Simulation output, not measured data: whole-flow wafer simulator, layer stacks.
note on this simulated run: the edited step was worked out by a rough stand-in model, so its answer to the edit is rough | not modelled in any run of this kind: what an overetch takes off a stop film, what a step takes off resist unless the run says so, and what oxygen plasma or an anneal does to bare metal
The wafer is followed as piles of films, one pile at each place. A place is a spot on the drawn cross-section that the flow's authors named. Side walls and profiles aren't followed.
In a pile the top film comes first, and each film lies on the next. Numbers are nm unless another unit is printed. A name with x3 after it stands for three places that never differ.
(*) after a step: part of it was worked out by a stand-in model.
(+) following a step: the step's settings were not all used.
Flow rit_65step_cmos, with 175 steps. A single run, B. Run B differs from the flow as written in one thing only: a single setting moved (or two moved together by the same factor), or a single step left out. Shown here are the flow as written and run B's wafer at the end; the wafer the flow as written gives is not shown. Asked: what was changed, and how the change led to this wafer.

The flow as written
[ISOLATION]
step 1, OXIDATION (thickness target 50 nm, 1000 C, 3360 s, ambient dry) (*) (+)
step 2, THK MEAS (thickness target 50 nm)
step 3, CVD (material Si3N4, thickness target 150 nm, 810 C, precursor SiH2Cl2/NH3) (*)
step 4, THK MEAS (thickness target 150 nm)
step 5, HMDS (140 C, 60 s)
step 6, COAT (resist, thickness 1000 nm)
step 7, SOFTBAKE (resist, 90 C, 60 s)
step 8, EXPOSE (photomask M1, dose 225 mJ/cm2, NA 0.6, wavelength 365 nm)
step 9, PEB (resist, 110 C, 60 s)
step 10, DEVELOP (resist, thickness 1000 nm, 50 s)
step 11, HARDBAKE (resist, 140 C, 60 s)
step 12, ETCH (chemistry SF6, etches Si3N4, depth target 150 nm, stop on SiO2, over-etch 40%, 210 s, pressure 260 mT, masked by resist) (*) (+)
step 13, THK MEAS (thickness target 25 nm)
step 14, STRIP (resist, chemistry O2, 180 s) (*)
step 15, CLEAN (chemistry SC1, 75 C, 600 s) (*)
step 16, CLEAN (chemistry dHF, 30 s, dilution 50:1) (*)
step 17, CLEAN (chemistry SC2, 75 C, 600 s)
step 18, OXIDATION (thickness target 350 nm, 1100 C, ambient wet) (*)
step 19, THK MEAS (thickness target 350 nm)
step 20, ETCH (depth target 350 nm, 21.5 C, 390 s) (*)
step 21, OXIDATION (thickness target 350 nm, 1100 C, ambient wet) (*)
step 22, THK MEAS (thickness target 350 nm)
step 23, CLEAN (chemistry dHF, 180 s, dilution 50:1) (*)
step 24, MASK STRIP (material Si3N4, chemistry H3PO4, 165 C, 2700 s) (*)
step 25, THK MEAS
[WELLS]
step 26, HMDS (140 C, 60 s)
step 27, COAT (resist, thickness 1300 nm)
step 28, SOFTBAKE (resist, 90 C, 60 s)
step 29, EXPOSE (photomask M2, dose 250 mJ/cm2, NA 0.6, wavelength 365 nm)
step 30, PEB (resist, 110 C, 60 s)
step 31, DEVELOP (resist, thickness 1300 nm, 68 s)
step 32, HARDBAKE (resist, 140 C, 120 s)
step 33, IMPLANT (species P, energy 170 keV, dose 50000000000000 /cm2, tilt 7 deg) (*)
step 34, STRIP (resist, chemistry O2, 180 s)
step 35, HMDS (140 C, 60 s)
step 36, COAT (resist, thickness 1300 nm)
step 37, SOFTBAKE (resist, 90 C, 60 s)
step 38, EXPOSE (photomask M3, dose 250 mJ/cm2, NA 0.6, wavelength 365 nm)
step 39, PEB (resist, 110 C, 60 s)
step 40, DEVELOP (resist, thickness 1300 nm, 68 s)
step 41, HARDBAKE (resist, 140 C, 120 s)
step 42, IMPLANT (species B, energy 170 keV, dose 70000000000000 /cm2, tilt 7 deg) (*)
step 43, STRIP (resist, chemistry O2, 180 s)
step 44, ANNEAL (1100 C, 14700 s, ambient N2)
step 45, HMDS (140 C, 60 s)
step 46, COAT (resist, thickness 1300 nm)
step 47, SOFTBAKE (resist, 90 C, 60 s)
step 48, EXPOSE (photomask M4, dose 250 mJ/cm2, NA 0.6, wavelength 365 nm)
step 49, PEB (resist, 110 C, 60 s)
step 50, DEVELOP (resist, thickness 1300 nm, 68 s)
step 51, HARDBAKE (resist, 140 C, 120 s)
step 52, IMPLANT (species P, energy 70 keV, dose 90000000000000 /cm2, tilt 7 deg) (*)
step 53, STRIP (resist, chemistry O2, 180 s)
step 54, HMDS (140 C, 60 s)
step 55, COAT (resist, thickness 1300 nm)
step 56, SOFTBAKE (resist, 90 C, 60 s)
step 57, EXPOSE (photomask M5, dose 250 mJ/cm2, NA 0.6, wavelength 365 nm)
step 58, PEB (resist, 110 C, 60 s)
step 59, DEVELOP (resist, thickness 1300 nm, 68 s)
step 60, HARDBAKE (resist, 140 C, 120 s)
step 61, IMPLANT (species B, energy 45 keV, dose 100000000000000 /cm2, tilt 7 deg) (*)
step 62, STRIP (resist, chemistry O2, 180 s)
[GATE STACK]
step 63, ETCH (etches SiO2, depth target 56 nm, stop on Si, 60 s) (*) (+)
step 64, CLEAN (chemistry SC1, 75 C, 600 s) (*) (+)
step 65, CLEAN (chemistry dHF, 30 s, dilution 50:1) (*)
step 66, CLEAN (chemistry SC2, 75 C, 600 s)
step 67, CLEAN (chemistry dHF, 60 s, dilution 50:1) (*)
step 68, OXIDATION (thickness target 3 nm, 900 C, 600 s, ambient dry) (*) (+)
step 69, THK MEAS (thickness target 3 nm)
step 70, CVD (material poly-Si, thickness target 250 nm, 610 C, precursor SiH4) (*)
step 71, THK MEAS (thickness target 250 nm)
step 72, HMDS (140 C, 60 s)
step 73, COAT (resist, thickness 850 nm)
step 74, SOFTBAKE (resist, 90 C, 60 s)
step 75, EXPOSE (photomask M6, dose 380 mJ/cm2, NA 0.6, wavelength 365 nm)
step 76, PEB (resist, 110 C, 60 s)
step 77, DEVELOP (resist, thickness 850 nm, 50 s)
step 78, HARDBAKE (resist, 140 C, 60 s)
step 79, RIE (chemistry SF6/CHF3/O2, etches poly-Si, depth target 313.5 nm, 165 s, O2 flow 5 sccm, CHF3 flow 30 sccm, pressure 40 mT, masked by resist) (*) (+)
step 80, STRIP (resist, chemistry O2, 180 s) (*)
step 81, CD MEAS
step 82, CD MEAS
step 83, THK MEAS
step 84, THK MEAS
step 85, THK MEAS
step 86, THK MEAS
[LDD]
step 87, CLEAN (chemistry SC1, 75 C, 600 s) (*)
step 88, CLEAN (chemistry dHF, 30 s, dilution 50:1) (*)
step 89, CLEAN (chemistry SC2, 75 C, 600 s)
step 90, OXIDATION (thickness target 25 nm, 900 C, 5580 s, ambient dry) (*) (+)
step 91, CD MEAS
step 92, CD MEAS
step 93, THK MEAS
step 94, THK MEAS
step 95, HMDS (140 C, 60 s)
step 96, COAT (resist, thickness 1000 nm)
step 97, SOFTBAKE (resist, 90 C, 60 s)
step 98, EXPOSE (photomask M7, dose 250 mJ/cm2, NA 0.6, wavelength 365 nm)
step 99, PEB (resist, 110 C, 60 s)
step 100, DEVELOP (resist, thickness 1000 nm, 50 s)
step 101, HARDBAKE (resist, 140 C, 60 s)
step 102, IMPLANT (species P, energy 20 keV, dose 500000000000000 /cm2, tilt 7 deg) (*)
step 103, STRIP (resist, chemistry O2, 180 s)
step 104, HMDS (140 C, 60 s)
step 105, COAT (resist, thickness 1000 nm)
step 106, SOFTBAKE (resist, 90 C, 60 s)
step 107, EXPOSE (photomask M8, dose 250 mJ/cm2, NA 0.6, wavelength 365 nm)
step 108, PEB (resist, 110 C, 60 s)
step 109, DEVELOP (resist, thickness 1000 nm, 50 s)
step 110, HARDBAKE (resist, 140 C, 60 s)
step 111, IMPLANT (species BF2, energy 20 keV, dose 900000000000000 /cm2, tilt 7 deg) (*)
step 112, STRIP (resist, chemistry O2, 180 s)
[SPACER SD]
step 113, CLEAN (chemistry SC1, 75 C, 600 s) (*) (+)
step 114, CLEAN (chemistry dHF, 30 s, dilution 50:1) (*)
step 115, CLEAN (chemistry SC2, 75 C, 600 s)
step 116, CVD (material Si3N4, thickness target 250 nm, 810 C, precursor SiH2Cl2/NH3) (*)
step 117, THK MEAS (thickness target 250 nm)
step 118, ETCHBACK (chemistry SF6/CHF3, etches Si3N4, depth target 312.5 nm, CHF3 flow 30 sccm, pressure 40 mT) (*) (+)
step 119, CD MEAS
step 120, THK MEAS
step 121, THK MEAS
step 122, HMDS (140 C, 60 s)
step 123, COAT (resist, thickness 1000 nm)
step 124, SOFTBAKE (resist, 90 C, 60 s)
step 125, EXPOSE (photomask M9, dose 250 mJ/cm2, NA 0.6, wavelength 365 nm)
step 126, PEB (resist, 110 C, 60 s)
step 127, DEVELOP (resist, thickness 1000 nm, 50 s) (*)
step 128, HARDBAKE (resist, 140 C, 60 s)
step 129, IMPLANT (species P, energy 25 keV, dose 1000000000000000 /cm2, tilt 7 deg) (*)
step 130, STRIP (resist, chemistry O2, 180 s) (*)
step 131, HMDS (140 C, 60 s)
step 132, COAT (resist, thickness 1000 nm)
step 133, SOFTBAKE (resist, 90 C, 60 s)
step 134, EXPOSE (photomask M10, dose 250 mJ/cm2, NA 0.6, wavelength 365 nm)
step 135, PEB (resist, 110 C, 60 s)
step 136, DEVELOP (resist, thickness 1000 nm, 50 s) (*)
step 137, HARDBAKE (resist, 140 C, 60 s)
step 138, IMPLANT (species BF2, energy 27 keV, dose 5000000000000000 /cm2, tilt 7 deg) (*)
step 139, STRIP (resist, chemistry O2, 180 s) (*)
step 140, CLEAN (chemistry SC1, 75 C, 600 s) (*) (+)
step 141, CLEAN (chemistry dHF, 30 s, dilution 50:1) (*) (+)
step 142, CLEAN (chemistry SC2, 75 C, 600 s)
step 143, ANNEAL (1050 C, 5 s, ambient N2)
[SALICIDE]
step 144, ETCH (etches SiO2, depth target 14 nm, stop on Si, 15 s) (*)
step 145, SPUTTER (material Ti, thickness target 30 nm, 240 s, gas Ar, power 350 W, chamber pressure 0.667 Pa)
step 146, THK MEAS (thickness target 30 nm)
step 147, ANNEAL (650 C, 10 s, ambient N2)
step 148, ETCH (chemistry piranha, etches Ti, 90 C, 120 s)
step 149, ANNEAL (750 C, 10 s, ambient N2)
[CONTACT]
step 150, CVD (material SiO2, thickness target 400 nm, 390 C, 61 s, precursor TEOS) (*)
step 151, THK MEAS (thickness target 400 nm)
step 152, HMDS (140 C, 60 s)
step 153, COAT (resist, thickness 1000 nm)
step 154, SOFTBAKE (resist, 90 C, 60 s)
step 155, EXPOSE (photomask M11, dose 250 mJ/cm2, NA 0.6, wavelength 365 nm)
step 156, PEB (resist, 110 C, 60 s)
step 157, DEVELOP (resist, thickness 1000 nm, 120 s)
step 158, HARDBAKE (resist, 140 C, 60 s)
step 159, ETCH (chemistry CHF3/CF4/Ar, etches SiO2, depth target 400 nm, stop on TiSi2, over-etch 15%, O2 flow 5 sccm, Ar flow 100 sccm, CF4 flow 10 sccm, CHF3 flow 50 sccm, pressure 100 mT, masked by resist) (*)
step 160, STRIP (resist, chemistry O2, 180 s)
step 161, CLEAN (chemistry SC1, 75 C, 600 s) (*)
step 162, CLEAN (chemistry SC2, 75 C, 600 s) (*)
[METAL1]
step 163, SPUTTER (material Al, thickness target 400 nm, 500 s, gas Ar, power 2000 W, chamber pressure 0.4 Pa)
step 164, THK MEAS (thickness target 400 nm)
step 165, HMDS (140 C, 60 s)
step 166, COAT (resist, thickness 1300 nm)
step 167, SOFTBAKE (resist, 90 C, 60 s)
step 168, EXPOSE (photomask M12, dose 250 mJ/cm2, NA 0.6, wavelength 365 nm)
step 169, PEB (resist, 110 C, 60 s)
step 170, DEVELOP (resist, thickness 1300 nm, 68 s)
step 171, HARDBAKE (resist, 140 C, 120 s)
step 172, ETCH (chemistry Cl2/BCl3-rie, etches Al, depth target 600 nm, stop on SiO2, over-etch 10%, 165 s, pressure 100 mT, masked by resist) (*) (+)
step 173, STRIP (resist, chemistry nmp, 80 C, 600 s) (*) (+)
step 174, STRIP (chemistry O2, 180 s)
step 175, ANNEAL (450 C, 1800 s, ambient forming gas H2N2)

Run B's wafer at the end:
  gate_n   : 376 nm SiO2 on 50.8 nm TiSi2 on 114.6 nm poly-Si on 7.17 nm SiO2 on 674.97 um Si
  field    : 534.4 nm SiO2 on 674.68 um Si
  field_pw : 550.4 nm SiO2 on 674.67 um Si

The reason: step 63, ETCH: depth target 41 nm was run, though the flow has depth target 56 nm; step 63, ETCH: 44 s was run, where the flow has 60 s.

Step by step, how the change led to this:
  step 63, ETCH (etches SiO2, depth target 56 nm, stop on Si, 60 s) (*) (+)
      active_n, active_p, gate_n and 7 more: SiO2 loses 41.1 (in the flow as written it would be: SiO2 loses 45.4 (all of it), Si loses 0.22)
      field, field_pw, field_nw, field_p: SiO2 loses 41.1 (in the flow as written it would be: SiO2 loses 56)
  step 64, CLEAN (chemistry SC1, 75 C, 600 s) (*) (+)
      active_n, active_p, gate_n and 7 more: SiO2 loses 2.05 (in the flow as written it would be: chemical SiO2 gains 0.6 (new film), Si loses 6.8)
  step 65, CLEAN (chemistry dHF, 30 s, dilution 50:1) (*)
      gate_n, gate_p, spacer, spacer_p, sd_n, sd_p, contact, m1: SiO2 loses 2.31 (all of it) (in the flow as written it would be: chemical SiO2 loses 0.6 (all of it))
      active_n, active_p: SiO2 loses 2.28 (all of it) (in the flow as written it would be: chemical SiO2 loses 0.6 (all of it))
